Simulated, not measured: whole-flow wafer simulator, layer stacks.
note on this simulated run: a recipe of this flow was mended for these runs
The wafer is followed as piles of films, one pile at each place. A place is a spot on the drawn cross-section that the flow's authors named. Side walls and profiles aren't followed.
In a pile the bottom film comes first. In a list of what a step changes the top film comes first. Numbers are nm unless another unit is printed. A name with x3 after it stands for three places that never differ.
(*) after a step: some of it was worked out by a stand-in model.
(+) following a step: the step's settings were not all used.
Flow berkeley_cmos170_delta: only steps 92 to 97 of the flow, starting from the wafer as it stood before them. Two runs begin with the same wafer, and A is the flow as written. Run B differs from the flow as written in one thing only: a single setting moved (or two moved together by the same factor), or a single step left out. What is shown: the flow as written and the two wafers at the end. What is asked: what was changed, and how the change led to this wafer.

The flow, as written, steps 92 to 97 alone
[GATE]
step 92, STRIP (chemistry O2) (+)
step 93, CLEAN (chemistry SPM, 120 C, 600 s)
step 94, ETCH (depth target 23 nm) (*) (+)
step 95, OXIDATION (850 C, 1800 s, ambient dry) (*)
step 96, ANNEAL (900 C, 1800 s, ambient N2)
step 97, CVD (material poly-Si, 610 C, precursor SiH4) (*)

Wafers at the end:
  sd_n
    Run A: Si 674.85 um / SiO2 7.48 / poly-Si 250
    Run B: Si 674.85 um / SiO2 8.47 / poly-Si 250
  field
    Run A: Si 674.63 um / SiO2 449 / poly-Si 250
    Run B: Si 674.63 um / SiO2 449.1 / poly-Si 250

What caused this: step 95, OXIDATION: 862 C was run, whereas the flow has 850 C.

Step by step, how the change led to this:
  step 95, OXIDATION (850 C, 1800 s, ambient dry) (*)
      sd_n, spacer_n, gate, sd_p, spacer_p x2, contact, m1: A +7.48 SiO2 (new film), -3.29 Si | B +8.47 SiO2 (new film), -3.73 Si
